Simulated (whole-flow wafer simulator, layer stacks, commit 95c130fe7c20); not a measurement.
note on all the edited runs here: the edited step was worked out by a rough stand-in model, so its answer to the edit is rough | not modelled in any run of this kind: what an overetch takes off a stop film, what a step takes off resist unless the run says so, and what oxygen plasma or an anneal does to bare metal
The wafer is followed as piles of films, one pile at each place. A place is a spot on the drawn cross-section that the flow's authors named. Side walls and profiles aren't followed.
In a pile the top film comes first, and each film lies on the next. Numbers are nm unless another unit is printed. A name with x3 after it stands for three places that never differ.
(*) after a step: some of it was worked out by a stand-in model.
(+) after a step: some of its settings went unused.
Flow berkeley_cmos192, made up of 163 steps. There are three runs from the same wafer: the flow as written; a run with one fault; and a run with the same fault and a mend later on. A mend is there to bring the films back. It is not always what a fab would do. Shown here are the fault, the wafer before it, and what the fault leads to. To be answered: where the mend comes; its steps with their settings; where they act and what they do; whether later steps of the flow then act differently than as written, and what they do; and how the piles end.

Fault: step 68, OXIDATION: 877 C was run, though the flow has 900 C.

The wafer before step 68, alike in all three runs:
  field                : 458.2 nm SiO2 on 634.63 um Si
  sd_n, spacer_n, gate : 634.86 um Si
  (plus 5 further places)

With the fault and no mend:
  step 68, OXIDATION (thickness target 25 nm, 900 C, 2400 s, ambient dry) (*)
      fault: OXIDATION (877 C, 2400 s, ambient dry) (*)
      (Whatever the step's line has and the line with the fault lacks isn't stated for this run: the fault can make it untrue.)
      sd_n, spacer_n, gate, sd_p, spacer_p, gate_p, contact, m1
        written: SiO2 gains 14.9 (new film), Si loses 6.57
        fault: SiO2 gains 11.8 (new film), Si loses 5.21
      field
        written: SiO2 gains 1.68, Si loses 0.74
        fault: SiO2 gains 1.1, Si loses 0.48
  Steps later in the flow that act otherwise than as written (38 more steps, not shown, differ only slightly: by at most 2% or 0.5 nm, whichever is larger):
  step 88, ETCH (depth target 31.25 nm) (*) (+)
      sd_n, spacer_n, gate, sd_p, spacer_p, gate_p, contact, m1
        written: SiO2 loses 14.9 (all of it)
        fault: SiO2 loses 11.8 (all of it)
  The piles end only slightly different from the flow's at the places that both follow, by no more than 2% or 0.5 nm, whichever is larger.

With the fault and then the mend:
  After step 69 comes the mend.
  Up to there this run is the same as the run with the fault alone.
  step 69a, OXIDATION (900 C, 703 s, ambient dry) (*) (the flow's step 68 again, with other settings)
      sd_n, spacer_n, gate, sd_p, spacer_p, gate_p, contact, m1
        SiO2 gains 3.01, Si loses 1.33
      field
        SiO2 gains 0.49, Si loses 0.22
  Every later step of the flow that is run acts as written, at every place that is followed, to within 2% or 0.5 nm, whichever is larger.
  The piles end only slightly different from the flow's at the places that both follow, by no more than 2% or 0.5 nm, whichever is larger.
